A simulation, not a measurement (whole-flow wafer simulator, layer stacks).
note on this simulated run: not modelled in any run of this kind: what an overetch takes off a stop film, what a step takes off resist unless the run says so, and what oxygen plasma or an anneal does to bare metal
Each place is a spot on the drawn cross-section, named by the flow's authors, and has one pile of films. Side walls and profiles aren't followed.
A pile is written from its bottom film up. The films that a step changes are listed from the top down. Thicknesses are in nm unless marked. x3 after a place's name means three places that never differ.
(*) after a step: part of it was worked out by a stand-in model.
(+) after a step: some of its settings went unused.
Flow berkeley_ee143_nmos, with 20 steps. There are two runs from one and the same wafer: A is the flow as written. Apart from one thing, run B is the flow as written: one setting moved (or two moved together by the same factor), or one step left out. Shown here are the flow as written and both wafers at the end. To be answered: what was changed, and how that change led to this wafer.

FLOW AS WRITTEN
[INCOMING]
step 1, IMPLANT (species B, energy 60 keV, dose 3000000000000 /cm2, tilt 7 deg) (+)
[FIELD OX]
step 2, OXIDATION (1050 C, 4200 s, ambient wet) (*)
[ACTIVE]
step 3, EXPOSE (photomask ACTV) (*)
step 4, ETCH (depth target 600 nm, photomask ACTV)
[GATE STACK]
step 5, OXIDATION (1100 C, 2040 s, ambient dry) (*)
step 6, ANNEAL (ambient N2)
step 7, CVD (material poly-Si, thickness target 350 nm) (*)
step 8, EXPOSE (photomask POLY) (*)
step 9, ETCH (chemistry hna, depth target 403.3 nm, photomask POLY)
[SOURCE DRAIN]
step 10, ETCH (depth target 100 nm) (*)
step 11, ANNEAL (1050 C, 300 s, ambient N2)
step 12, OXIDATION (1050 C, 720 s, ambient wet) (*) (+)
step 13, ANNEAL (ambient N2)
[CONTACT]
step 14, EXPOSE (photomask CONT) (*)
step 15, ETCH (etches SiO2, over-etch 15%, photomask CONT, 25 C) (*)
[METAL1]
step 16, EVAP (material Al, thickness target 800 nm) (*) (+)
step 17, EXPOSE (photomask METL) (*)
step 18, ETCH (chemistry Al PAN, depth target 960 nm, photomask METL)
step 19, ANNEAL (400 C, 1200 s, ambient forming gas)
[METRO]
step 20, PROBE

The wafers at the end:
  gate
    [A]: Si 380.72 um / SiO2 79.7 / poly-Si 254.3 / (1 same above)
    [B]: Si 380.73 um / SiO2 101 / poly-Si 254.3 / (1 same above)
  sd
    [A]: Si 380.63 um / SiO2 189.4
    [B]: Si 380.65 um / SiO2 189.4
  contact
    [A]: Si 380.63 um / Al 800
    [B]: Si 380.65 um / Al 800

What caused this: step 4, ETCH: depth target 515 nm was run, whereas the flow has depth target 600 nm.

How this came from the change, step by step:
  step 4, ETCH (depth target 600 nm, photomask ACTV)
      gate, sd, contact: A SiO2 loses 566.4 (all of it) | B SiO2 loses 515
  step 5, OXIDATION (1100 C, 2040 s, ambient dry) (*)
      gate, sd, contact: A SiO2 gains 79.7 (new film), Si loses 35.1 | B SiO2 gains 49.7, Si loses 21.9
  step 10, ETCH (depth target 100 nm) (*)
      sd, contact: A SiO2 loses 79.7 (all of it) | B SiO2 loses 100
  step 12, OXIDATION (1050 C, 720 s, ambient wet) (*) (+)
      sd, contact: A SiO2 gains 189.4 (new film), Si loses 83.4 | B SiO2 gains 188.4, Si loses 82.9
